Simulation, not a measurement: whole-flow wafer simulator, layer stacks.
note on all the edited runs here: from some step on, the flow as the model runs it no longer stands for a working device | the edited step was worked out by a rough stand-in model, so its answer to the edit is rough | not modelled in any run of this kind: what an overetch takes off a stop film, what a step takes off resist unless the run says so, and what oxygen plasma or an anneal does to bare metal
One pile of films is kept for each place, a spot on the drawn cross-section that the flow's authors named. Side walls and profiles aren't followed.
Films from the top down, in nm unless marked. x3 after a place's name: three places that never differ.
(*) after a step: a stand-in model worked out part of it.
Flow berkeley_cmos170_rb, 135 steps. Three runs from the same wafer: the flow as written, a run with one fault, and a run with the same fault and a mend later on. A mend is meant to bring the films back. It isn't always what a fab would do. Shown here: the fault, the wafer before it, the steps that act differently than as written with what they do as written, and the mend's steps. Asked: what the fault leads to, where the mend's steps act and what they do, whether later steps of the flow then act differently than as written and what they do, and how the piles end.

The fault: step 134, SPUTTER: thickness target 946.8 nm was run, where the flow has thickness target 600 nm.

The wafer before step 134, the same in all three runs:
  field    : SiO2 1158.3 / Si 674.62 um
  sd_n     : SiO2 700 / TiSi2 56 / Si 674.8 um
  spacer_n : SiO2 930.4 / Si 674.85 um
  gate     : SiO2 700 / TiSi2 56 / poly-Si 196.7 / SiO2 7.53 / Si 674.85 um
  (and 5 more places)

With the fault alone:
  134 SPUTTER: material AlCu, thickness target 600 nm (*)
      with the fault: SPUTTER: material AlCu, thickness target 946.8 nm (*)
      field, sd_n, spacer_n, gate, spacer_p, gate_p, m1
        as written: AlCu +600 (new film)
        with the fault: AlCu +946.8 (new film)
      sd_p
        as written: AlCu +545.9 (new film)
        with the fault: AlCu +880.9 (new film)
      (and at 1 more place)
  No later step of the flow acts differently than as written at any place that is followed.
  At the end the piles differ from the flow's by more than 2% or 0.5 nm, whichever is larger, at field, sd_n, spacer_n and 6 more.
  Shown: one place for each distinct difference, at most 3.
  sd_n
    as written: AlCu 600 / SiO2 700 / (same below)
    with the fault: AlCu 946.8 / SiO2 700 / (same below)
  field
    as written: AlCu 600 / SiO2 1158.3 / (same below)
    with the fault: AlCu 946.8 / SiO2 1158.3 / (same below)
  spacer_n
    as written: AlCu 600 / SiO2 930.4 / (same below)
    with the fault: AlCu 946.8 / SiO2 930.4 / (same below)

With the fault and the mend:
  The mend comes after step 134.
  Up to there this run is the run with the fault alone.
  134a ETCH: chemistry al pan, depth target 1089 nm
      field, sd_n, spacer_n, gate, spacer_p, gate_p, m1
        AlCu -946.8 (all of it)
      sd_p
        AlCu -880.9 (all of it)
      contact
        AlCu -636.2 (all of it)
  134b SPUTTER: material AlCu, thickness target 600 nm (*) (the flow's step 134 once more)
      field, sd_n, spacer_n, gate, spacer_p, gate_p, m1
        AlCu +600 (new film)
      sd_p
        AlCu +545.9 (new film)
      contact
        AlCu +415.1 (new film)
  No later step of the flow acts differently than as written at any place that is followed.
  At the end the piles are the same as the flow's at every place that both follow.
